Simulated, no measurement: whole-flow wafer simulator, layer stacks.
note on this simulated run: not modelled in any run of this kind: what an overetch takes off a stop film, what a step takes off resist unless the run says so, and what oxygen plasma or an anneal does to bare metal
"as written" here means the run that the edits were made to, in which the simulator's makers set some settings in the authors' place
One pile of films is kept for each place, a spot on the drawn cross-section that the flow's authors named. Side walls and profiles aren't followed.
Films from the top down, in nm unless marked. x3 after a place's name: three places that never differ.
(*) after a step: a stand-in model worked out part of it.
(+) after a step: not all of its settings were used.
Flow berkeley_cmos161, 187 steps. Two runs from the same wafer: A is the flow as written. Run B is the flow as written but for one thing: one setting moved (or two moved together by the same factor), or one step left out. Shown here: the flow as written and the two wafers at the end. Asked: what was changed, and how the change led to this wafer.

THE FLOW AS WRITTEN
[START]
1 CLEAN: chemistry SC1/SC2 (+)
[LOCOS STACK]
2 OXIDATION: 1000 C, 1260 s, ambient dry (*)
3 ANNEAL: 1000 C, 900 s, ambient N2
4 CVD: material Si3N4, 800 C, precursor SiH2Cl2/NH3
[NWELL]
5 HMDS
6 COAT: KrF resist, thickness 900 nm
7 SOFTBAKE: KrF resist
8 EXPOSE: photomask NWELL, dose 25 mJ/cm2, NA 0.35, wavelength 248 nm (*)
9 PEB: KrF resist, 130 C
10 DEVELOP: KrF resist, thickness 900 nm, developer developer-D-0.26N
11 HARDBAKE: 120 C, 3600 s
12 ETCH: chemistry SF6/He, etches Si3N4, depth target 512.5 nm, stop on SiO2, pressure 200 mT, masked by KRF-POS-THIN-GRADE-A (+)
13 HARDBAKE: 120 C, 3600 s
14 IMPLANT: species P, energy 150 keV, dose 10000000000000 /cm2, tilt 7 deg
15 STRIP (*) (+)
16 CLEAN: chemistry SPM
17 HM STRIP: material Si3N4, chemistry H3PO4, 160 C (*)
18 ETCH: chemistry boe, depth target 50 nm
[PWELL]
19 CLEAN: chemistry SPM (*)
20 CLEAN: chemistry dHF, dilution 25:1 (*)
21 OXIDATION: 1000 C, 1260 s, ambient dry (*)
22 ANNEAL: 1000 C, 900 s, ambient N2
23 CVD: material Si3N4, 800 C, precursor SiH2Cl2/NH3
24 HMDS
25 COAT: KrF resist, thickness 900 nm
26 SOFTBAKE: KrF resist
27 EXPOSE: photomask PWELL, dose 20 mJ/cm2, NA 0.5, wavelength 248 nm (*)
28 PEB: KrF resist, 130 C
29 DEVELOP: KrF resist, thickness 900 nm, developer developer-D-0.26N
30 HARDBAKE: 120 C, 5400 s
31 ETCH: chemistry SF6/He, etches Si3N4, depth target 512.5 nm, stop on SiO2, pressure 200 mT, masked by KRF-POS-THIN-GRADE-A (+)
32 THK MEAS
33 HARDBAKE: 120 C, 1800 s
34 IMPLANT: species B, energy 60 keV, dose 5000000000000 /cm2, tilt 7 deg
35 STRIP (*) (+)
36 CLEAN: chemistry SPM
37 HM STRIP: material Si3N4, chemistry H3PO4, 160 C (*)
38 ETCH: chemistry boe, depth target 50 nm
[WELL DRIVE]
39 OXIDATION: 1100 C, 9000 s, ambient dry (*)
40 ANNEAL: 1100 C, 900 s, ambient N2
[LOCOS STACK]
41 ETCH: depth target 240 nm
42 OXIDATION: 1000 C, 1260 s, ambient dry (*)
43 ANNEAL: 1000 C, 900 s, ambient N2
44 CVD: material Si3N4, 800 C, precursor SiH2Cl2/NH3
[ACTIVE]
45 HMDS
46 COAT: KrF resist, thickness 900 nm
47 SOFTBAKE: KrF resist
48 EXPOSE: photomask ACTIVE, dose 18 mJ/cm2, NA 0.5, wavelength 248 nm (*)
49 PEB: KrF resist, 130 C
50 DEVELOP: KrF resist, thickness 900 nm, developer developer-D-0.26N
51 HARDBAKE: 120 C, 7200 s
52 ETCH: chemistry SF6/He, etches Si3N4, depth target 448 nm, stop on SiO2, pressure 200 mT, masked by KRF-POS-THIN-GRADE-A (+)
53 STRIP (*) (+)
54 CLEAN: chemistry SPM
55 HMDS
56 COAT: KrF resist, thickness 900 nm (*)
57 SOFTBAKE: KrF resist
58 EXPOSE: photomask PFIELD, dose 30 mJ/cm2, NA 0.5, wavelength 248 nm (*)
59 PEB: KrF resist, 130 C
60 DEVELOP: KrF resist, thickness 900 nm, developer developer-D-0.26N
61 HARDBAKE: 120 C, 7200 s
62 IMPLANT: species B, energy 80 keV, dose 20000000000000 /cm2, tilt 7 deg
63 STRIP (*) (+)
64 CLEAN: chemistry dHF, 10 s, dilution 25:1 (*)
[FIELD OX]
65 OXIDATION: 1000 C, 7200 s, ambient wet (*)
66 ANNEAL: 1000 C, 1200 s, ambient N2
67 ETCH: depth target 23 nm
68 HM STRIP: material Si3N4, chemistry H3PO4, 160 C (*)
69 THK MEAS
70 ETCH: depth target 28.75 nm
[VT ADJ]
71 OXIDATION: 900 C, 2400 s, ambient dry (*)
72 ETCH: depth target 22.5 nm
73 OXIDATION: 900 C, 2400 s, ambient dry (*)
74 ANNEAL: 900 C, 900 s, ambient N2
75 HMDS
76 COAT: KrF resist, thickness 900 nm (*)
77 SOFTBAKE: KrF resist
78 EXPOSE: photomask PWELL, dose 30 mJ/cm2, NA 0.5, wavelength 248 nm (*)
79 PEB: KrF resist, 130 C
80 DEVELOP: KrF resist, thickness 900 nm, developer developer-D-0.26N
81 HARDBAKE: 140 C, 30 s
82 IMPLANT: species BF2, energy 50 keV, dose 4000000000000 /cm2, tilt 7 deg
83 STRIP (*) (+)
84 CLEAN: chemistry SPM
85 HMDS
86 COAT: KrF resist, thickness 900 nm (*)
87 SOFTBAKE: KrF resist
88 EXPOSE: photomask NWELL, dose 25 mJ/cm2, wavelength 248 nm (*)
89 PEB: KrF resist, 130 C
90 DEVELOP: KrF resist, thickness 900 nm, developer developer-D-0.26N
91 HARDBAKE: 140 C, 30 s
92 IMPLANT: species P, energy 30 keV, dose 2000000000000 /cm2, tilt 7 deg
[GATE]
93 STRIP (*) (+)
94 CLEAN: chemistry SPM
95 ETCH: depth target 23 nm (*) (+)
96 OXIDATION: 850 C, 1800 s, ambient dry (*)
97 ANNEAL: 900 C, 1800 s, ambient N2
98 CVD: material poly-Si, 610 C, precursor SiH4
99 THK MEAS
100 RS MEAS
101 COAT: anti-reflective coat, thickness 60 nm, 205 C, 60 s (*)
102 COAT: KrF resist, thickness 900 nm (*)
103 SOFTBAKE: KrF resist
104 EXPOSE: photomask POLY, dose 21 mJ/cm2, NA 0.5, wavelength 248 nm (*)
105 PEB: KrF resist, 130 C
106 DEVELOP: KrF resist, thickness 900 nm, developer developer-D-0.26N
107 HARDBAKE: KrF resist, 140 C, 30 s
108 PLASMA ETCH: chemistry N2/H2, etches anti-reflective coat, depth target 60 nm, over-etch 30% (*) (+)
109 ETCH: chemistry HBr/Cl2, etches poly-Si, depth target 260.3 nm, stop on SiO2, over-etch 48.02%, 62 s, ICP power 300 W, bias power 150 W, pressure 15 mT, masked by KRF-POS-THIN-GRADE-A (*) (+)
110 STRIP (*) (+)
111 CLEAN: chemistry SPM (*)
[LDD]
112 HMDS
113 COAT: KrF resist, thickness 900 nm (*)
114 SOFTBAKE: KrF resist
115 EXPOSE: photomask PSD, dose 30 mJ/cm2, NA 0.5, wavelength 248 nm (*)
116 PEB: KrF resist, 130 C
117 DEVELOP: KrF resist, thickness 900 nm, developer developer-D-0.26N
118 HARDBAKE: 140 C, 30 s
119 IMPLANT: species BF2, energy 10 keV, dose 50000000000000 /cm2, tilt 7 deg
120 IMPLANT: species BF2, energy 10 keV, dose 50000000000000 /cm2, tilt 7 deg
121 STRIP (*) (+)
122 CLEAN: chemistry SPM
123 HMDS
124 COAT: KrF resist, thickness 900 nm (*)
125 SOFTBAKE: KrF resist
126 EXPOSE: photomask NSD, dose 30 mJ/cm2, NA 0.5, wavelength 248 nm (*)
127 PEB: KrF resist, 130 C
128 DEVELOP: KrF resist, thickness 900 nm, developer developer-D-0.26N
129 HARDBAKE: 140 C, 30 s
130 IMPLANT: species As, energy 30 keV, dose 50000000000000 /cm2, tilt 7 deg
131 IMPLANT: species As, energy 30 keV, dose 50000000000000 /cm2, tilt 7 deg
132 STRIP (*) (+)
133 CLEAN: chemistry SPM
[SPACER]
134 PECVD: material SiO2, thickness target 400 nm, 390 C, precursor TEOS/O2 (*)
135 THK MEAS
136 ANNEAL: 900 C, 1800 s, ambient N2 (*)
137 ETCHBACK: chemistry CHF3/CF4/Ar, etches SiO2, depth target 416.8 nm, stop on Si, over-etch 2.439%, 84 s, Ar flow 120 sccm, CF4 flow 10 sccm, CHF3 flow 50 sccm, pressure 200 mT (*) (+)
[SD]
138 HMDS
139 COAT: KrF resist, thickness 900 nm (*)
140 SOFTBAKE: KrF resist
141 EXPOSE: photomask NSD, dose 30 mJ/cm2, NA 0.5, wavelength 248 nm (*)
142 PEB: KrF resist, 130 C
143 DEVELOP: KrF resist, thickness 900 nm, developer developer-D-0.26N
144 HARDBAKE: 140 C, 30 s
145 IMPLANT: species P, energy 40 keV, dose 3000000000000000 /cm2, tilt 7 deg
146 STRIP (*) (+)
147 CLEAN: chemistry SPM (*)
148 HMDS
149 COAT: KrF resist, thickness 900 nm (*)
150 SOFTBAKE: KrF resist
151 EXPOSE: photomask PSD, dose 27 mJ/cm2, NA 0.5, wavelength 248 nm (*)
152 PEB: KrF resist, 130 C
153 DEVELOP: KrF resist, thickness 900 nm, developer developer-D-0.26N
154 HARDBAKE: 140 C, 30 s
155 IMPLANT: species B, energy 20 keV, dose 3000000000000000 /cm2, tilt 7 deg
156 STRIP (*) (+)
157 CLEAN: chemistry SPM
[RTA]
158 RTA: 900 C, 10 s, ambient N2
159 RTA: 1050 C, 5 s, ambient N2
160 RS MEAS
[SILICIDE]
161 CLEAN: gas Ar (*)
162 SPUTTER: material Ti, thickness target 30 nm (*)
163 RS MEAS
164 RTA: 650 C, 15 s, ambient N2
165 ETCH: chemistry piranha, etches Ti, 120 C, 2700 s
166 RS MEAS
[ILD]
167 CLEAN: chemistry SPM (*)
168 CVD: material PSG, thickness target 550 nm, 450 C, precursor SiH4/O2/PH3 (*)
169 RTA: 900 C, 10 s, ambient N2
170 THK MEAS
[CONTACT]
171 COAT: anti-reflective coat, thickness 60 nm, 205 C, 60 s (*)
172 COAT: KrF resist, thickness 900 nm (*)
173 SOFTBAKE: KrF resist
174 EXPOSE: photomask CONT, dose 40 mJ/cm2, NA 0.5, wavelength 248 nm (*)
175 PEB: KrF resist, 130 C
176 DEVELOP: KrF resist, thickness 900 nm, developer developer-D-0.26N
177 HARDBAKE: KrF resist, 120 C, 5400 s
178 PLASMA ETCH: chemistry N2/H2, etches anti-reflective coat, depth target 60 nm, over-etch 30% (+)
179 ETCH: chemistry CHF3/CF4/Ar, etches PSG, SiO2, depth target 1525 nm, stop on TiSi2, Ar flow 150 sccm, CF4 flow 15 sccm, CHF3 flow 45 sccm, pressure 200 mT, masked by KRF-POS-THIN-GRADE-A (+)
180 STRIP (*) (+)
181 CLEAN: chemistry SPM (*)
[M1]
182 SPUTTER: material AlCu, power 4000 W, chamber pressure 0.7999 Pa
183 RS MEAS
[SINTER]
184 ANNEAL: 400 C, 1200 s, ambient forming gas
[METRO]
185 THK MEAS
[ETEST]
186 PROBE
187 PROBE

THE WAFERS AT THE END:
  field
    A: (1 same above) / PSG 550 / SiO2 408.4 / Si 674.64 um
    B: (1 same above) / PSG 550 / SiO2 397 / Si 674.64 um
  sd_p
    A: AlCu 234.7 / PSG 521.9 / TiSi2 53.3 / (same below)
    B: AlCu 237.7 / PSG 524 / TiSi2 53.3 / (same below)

The cause: step 70, ETCH: depth target 40.25 nm was run, where the flow has depth target 28.75 nm.

How the change led to this, step by step:
  70 ETCH: depth target 28.75 nm
      field: A SiO2 -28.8 | B SiO2 -40.3
  101 COAT: anti-reflective coat, thickness 60 nm, 205 C, 60 s (*)
      sd_n: A anti-reflective coat +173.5 (new film) | B anti-reflective coat +165.5 (new film)
      spacer_n: A anti-reflective coat +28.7 (new film) | B anti-reflective coat +31 (new film)
      (and at 4 more places)
  108 PLASMA ETCH: chemistry N2/H2, etches anti-reflective coat, depth target 60 nm, over-etch 30% (*) (+)
      sd_n: A anti-reflective coat -173.5 (all of it), poly-Si -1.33 | B anti-reflective coat -165.5 (all of it), poly-Si -1.27
      spacer_n: A anti-reflective coat -28.7 (all of it), poly-Si -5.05 | B anti-reflective coat -31 (all of it), poly-Si -4.72
      (and at 2 more places)
  110 STRIP (*) (+)
      gate_n: A chemical SiO2 +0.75 (new film), KrF resist -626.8 (all of it), anti-reflective coat -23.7 (all of it), poly-Si -0.33 | B chemical SiO2 +0.75 (new film), KrF resist -619.5 (all of it), anti-reflective coat -26 (all of it), poly-Si -0.33
      gate_p: A chemical SiO2 +0.75 (new film), KrF resist -598.2 (all of it), anti-reflective coat -27.9 (all of it), poly-Si -0.33 | B chemical SiO2 +0.75 (new film), KrF resist -593.6 (all of it), anti-reflective coat -29.2 (all of it), poly-Si -0.33
  171 COAT: anti-reflective coat, thickness 60 nm, 205 C, 60 s (*)
      sd_n: A anti-reflective coat +149.7 (new film) | B anti-reflective coat +140.5 (new film)
      m1: A anti-reflective coat +97.8 (new film) | B anti-reflective coat +95.3 (new film)
  180 STRIP (*) (+)
      sd_n: A KrF resist -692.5 (all of it), anti-reflective coat -149.7 (all of it) | B KrF resist -693.9 (all of it), anti-reflective coat -140.5 (all of it)
      m1: A KrF resist -739.9 (all of it), anti-reflective coat -97.8 (all of it) | B KrF resist -735.2 (all of it), anti-reflective coat -95.3 (all of it)
